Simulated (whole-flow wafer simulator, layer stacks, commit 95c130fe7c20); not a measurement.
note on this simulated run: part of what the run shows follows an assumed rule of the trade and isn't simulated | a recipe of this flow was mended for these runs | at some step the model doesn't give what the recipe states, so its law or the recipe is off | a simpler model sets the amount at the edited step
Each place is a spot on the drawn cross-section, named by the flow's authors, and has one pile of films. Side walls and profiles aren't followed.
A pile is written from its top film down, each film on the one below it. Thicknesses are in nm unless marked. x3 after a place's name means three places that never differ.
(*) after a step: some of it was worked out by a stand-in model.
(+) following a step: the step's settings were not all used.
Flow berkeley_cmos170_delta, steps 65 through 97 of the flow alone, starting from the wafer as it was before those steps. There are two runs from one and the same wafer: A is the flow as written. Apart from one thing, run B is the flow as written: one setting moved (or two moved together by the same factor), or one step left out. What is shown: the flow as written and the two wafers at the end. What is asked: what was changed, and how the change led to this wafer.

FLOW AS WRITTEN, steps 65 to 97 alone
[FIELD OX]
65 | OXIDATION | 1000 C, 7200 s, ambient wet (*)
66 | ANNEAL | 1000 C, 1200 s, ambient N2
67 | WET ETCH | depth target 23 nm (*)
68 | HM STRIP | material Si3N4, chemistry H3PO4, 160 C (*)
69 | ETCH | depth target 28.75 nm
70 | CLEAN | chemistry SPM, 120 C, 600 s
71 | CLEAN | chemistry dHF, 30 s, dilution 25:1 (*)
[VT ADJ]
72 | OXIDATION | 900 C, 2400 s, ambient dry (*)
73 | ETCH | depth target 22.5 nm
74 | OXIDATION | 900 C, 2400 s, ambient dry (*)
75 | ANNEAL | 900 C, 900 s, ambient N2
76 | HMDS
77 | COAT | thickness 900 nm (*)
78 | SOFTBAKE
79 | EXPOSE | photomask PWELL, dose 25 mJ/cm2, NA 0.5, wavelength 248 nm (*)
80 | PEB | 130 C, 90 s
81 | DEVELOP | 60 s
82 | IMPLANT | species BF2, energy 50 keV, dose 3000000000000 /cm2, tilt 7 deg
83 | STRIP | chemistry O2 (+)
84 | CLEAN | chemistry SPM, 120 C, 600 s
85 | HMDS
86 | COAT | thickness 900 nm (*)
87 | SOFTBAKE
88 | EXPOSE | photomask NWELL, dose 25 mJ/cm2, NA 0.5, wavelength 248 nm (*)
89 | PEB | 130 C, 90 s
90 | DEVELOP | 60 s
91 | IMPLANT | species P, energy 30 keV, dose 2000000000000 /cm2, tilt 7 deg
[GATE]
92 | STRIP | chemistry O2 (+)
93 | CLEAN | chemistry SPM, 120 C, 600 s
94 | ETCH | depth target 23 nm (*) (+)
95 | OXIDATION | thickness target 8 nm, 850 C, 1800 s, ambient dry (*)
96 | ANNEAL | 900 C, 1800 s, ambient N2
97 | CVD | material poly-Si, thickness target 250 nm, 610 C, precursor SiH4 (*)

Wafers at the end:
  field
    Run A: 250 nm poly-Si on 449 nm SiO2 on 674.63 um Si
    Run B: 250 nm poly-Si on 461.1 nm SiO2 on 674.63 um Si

What caused this: step 68, HM STRIP: 139 C was run, though the flow has 160 C.

The path from the change to this, step by step:
  68 | HM STRIP | material Si3N4, chemistry H3PO4, 160 C (*)
      sd_n, spacer_n, gate, sd_p, spacer_p, gate_p, contact, m1: A Si3N4 loses 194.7 (all of it), SiO2 loses 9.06 | B Si3N4 loses 194.7 (all of it), SiO2 loses 0.46
      field: A SiO2 loses 15.1 | B SiO2 loses 2.95
  69 | ETCH | depth target 28.75 nm
      spacer_n, gate, spacer_p, gate_p, contact, m1: A SiO2 loses 17.5 (all of it) | B SiO2 loses 26.1 (all of it)
      sd_n, sd_p: A SiO2 loses 17.6 (all of it) | B SiO2 loses 26.2 (all of it)
